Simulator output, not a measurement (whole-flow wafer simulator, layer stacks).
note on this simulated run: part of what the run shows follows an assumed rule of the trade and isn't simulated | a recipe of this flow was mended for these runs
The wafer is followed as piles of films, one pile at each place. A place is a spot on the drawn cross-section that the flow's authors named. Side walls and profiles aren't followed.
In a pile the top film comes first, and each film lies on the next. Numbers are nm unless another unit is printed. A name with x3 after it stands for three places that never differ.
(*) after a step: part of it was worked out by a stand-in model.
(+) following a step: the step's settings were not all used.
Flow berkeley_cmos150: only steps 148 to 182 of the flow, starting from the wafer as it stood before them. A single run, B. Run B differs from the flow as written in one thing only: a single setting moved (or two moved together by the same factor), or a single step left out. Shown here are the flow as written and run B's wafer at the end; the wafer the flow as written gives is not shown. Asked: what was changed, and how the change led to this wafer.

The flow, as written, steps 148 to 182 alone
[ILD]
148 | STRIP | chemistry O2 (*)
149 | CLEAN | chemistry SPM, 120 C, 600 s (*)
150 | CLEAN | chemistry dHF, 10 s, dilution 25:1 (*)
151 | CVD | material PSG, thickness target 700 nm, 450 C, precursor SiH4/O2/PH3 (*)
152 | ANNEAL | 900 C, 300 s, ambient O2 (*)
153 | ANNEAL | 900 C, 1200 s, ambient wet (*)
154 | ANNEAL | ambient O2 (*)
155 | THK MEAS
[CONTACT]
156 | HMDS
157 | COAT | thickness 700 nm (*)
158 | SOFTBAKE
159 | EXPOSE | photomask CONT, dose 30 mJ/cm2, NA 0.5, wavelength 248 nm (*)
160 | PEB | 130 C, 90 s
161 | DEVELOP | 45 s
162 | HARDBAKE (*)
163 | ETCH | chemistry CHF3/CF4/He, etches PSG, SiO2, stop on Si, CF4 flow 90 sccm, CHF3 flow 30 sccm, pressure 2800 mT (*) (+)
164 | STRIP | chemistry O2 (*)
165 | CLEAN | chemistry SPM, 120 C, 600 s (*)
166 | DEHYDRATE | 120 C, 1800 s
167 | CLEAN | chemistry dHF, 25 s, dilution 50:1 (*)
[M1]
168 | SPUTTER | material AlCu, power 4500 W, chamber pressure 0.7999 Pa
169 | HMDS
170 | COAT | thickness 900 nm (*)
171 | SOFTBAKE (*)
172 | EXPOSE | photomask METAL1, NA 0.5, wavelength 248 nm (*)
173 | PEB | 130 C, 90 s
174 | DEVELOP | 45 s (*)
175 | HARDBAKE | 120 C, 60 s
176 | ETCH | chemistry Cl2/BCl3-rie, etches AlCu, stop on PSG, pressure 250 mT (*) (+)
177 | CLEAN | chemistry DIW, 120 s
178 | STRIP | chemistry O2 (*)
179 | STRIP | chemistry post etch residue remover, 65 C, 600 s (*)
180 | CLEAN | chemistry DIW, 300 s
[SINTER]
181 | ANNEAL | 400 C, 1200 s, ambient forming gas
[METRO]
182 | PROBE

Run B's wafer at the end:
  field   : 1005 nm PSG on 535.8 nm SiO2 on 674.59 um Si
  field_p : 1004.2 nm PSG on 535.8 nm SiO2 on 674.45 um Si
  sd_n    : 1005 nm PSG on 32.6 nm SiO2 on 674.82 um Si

What caused this: step 151, CVD: thickness target 1120 nm was run, while the flow as written has thickness target 700 nm.

How this came from the change, step by step:
  151 | CVD | material PSG, thickness target 700 nm, 450 C, precursor SiH4/O2/PH3 (*)
      field, field_p, sd_n, gate_n, gate_p, contact, m1: PSG gains 1120 (new film) (as written it would have been: PSG gains 700 (new film))
      sd_p: PSG gains 1090.3 (new film) (as written it would have been: PSG gains 639.5 (new film))
  153 | ANNEAL | 900 C, 1200 s, ambient wet (*)
      sd_n, contact, m1: PSG loses 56, SiO2 gains 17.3, Si loses 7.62 (as written it would have been: PSG loses 35, SiO2 gains 22.8, Si loses 10)
      field, field_p: PSG loses 56, SiO2 gains 13.3, Si loses 5.84 (as written it would have been: PSG loses 35, SiO2 gains 16.3, Si loses 7.15)
      (as well as at 3 more places)
  163 | ETCH | chemistry CHF3/CF4/He, etches PSG, SiO2, stop on Si, CF4 flow 90 sccm, CHF3 flow 30 sccm, pressure 2800 mT (*) (+)
      field, field_p, sd_n, gate_n, sd_p, gate_p, m1: KrF-resist loses 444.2 (as written it would have been: KrF-resist loses 303.7)
      contact: PSG loses 1064 (all of it), SiO2 loses 32.6 (all of it), Si loses 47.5 (as written it would have been: PSG loses 665 (all of it), SiO2 loses 38.1 (all of it), Si loses 47.5)
  164 | STRIP | chemistry O2 (*)
      field: KrF-resist loses 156 (all of it) (as written it would have been: KrF-resist loses 294.5 (all of it))
      field_p: KrF-resist loses 262.5 (all of it) (as written it would have been: KrF-resist loses 397.1 (all of it))
      (as well as at 5 more places)
  168 | SPUTTER | material AlCu, power 4500 W, chamber pressure 0.7999 Pa
      sd_p: AlCu gains 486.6 (new film) (as written it would have been: AlCu gains 471.4 (new film))
      contact: AlCu gains 362.4 (new film) (as written it would have been: AlCu gains 443.6 (new film))
  170 | COAT | thickness 900 nm (*)
      field: thick-KrF-resist gains 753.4 (new film) (as written it would have been: thick-KrF-resist gains 782.6 (new film))
      sd_p: thick-KrF-resist gains 1353.7 (new film) (as written it would have been: thick-KrF-resist gains 1400.4 (new film))
      (as well as at 2 more places)
  173 | PEB | 130 C, 90 s
      contact: thick-KrF-resist loses 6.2 (as written it would have been: thick-KrF-resist loses 4.56)
  174 | DEVELOP | 45 s (*)
      field: thick-KrF-resist loses 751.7 (all of it), AlCu loses 10 (as written it would have been: thick-KrF-resist loses 780.8 (all of it), AlCu loses 10)
      sd_p: thick-KrF-resist loses 1350.3 (all of it), AlCu loses 10 (as written it would have been: thick-KrF-resist loses 1396.9 (all of it), AlCu loses 10)
  175 | HARDBAKE | 120 C, 60 s
      contact: thick-KrF-resist loses 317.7 (as written it would have been: thick-KrF-resist loses 263.1)
      m1: thick-KrF-resist loses 141.8 (as written it would have been: thick-KrF-resist loses 148.2)
  176 | ETCH | chemistry Cl2/BCl3-rie, etches AlCu, stop on PSG, pressure 250 mT (*) (+)
      sd_p: AlCu loses 476.6 (all of it), PSG loses 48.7 (as written it would have been: AlCu loses 461.4 (all of it), PSG loses 50.6)
      gate_p: AlCu loses 609.7 (all of it), PSG loses 32 (as written it would have been: AlCu loses 616.1 (all of it), PSG loses 31.2)
  178 | STRIP | chemistry O2 (*)
      contact: thick-KrF-resist loses 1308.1 (all of it) (as written it would have been: thick-KrF-resist loses 1006.2 (all of it))
      m1: thick-KrF-resist loses 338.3 (all of it) (as written it would have been: thick-KrF-resist loses 373.8 (all of it))
